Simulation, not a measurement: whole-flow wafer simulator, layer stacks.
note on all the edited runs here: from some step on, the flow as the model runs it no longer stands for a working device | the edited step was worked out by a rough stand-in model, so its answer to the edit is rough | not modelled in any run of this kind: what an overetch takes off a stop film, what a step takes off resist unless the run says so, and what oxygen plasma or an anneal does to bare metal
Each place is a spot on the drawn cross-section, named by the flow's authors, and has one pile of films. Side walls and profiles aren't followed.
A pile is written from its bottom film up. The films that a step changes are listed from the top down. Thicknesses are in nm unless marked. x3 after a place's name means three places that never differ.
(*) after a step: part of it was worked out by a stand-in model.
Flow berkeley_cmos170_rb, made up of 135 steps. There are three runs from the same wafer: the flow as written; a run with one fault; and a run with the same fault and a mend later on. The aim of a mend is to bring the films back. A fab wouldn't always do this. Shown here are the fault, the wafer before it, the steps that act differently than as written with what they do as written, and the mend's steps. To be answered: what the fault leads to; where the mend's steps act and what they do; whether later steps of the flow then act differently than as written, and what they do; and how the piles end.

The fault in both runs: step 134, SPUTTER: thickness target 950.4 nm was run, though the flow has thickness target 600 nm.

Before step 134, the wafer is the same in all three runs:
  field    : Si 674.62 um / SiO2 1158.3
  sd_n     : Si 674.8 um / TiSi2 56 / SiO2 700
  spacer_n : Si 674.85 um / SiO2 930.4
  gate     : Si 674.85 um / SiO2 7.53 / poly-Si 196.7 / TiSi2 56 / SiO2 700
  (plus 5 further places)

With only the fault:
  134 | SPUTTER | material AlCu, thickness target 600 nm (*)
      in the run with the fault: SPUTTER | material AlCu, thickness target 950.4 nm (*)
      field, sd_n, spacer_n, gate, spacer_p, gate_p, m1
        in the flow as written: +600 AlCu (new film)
        in the run with the fault: +950.4 AlCu (new film)
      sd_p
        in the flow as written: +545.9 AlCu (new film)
        in the run with the fault: +884.4 AlCu (new film)
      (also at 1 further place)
  Later steps of the flow that are run all act as written at every place that is followed.
  The piles end different from the flow's at field, sd_n, spacer_n and 6 more by more than 2% or 0.5 nm, whichever is larger.
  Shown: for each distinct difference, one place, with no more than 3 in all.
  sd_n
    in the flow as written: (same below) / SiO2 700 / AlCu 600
    in the run with the fault: (same below) / SiO2 700 / AlCu 950.4
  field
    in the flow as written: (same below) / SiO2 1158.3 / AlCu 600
    in the run with the fault: (same below) / SiO2 1158.3 / AlCu 950.4
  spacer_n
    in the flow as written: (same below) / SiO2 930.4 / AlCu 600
    in the run with the fault: (same below) / SiO2 930.4 / AlCu 950.4

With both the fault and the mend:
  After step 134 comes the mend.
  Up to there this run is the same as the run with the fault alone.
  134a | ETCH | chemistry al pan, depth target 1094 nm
      field, sd_n, spacer_n, gate, spacer_p, gate_p, m1
        -950.4 AlCu (all of it)
      sd_p
        -884.4 AlCu (all of it)
      contact
        -638.4 AlCu (all of it)
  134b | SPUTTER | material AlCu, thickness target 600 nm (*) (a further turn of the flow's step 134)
      field, sd_n, spacer_n, gate, spacer_p, gate_p, m1
        +600 AlCu (new film)
      sd_p
        +545.9 AlCu (new film)
      contact
        +415.1 AlCu (new film)
  Later steps of the flow that are run all act as written at every place that is followed.
  By the end, the piles equal the flow's at every place that both follow.
